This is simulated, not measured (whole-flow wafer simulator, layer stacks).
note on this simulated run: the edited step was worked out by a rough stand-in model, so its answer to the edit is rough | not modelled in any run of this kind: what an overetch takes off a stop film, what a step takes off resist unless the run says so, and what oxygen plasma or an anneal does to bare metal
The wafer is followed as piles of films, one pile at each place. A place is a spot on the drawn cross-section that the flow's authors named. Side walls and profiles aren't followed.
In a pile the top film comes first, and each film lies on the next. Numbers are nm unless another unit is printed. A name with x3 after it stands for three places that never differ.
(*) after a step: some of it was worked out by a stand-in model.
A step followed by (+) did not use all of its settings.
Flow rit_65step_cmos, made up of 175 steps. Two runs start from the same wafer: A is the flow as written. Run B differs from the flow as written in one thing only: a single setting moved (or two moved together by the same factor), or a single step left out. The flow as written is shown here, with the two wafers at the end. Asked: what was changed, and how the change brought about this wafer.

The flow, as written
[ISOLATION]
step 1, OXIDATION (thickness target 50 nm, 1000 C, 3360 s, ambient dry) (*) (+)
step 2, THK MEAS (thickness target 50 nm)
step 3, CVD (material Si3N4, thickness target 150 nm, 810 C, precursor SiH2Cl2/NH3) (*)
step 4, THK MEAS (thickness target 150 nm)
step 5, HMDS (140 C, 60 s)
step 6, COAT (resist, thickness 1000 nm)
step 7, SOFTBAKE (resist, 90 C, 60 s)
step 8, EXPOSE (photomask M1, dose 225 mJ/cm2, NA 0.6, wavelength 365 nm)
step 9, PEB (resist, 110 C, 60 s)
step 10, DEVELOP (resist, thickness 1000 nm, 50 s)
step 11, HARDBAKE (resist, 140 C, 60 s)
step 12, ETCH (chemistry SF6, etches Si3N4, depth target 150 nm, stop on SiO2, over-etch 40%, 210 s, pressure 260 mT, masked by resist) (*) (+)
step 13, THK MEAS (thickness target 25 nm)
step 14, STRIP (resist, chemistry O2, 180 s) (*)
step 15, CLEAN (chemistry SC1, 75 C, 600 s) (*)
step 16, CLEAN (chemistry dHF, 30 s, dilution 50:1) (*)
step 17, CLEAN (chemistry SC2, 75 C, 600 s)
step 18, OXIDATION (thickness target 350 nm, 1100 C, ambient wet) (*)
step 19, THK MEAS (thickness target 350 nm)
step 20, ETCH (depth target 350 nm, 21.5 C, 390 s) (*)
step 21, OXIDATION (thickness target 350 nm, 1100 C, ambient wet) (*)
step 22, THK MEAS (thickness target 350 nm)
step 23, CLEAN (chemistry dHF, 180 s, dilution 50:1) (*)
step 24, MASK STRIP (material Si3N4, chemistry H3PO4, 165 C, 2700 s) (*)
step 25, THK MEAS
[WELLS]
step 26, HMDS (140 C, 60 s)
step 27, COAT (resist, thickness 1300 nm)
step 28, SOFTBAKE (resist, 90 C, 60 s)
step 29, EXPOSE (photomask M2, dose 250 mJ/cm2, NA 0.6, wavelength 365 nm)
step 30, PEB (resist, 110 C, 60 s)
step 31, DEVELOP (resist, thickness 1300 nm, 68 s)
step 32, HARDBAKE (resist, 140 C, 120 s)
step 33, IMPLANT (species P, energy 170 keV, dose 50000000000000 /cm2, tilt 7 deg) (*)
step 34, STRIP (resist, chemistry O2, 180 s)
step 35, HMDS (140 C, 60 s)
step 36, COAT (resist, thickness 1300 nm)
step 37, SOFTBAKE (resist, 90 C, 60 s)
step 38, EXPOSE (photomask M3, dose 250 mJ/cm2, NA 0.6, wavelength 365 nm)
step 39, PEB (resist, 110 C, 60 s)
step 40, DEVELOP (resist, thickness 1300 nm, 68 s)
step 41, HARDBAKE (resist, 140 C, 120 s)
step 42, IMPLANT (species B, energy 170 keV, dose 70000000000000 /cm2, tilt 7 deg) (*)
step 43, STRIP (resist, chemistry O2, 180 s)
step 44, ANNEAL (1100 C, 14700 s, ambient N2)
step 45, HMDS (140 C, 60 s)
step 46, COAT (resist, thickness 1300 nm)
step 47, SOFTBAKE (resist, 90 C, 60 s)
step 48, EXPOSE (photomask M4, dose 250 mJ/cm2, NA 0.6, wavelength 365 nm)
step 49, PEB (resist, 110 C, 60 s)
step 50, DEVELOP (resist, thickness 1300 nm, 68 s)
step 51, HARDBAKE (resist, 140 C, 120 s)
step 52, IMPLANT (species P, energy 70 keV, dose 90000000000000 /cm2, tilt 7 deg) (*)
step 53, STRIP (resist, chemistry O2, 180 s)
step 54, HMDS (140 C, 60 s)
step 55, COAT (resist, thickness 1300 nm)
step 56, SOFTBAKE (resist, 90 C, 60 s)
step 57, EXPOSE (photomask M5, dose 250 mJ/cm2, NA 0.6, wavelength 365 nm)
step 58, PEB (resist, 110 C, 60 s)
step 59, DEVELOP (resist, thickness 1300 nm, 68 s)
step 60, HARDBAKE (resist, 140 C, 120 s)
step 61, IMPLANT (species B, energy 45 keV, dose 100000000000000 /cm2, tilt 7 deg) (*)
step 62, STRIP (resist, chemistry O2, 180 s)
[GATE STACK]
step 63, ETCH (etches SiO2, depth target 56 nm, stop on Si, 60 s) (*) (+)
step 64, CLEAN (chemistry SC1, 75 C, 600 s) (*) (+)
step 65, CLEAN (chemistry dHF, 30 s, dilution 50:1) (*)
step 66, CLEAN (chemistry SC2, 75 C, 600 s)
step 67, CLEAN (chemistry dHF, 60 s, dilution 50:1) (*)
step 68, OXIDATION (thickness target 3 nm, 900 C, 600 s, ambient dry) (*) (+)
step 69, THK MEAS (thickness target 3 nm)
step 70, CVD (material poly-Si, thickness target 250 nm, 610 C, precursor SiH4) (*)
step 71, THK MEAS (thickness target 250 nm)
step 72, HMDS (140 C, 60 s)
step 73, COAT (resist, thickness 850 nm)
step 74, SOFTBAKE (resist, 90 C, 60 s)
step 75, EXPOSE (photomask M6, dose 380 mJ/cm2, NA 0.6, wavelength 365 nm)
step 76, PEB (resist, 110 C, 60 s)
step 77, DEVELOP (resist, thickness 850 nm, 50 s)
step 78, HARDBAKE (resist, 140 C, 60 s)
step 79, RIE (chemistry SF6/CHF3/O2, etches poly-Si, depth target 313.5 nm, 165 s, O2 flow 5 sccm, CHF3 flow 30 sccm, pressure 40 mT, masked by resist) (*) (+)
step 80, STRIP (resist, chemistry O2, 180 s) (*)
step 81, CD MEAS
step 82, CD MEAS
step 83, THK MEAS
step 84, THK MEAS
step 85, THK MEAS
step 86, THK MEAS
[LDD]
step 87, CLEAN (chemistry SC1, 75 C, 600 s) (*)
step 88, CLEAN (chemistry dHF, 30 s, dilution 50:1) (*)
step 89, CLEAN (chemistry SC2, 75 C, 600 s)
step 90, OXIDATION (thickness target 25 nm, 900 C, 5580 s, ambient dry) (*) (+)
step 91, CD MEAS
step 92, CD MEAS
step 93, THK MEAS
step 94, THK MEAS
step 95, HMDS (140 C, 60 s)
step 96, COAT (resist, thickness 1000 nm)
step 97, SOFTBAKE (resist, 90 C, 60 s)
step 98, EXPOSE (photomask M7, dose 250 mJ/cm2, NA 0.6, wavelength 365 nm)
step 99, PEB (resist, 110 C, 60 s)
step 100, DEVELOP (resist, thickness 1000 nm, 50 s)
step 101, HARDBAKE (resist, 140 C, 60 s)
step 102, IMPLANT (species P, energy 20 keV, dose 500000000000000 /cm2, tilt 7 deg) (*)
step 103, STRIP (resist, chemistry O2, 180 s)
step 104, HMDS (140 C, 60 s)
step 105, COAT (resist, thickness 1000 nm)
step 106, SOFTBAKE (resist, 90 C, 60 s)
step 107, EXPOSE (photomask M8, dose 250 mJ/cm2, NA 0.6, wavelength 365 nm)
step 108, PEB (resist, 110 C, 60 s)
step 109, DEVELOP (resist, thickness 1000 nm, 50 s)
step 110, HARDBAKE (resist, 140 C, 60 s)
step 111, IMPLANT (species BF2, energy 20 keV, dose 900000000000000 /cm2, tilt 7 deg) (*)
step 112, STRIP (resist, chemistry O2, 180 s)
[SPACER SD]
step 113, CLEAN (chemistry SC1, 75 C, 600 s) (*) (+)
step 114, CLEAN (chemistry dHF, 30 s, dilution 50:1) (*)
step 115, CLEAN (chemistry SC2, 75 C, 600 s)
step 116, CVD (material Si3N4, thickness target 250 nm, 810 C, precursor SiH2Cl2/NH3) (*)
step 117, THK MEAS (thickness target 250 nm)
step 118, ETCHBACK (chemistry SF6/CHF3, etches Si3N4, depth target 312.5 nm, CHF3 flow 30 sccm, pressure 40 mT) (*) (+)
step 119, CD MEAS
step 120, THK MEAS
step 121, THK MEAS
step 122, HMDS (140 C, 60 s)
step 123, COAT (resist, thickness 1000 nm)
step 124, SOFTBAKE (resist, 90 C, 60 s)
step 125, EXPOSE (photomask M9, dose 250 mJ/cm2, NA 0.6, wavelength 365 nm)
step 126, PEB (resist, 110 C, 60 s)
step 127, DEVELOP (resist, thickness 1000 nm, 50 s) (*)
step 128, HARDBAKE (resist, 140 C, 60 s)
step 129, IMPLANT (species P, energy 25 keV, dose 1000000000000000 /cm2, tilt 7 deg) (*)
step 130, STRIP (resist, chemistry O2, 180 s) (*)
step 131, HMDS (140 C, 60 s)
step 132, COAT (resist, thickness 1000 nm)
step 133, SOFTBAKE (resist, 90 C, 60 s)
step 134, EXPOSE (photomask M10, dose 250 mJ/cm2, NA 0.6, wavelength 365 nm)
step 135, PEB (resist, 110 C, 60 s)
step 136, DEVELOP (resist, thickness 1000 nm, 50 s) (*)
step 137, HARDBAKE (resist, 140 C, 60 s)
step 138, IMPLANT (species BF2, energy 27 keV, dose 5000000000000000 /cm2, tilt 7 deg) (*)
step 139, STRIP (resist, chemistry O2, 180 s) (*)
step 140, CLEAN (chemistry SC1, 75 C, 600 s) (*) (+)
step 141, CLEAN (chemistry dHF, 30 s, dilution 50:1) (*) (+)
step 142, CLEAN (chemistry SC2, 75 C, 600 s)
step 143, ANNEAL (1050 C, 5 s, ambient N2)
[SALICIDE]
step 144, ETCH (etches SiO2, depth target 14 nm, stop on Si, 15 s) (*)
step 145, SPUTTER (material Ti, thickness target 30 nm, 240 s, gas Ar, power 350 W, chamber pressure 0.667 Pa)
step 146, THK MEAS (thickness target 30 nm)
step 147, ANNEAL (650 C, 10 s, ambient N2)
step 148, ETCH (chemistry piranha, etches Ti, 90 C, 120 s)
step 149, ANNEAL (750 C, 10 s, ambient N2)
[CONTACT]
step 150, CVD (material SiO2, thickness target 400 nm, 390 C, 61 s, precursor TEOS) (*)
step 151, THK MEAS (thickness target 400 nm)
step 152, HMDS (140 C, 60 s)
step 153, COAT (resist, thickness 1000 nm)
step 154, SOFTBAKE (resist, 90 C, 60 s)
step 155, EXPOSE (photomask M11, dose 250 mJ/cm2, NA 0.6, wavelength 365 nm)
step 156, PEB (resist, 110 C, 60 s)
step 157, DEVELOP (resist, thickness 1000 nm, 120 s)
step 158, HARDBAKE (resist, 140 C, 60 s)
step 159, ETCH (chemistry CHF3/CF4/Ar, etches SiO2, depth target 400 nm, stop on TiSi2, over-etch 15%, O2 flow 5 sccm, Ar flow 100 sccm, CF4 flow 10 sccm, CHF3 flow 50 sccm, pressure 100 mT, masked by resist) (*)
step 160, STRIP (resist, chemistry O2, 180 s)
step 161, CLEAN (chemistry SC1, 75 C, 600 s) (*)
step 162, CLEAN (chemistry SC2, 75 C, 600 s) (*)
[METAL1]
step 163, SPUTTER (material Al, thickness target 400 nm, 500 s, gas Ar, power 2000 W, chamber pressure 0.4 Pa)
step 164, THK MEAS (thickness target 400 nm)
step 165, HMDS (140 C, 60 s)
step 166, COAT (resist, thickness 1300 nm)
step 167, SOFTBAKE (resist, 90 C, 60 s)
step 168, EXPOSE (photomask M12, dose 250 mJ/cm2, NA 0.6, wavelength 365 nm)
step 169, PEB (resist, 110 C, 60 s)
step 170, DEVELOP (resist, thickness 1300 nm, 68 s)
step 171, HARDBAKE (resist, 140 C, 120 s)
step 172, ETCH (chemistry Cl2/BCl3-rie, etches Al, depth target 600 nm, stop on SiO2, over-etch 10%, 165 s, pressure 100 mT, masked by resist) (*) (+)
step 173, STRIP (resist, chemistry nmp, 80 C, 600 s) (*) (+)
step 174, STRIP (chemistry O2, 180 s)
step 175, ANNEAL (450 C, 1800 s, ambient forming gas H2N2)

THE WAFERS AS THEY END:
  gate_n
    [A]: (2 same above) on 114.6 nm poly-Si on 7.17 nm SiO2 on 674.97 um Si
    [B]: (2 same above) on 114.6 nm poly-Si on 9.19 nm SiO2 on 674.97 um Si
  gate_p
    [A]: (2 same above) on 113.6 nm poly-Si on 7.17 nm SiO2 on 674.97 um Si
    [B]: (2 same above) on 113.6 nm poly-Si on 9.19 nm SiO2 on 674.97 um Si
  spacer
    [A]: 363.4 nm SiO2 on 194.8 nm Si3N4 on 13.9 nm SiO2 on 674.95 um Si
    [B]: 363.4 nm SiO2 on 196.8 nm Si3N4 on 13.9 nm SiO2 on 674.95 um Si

The reason: step 68, OXIDATION: 900 s was run, though the flow has 600 s.

Step by step, how the change led to this:
  step 68, OXIDATION (thickness target 3 nm, 900 C, 600 s, ambient dry) (*) (+)
      active_n, active_p, gate_n and 7 more: A SiO2 gains 7.17 (new film), Si loses 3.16 | B SiO2 gains 9.19 (new film), Si loses 4.04
  step 79, RIE (chemistry SF6/CHF3/O2, etches poly-Si, depth target 313.5 nm, 165 s, O2 flow 5 sccm, CHF3 flow 30 sccm, pressure 40 mT, masked by resist) (*) (+)
      active_n, active_p, spacer, spacer_p, sd_n, sd_p, contact, m1: A poly-Si loses 250 (all of it), SiO2 loses 7.17 (all of it) | B poly-Si loses 250 (all of it), SiO2 loses 9.19 (all of it)
  step 118, ETCHBACK (chemistry SF6/CHF3, etches Si3N4, depth target 312.5 nm, CHF3 flow 30 sccm, pressure 40 mT) (*) (+)
      spacer, spacer_p: A Si3N4 loses 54 | B Si3N4 loses 52
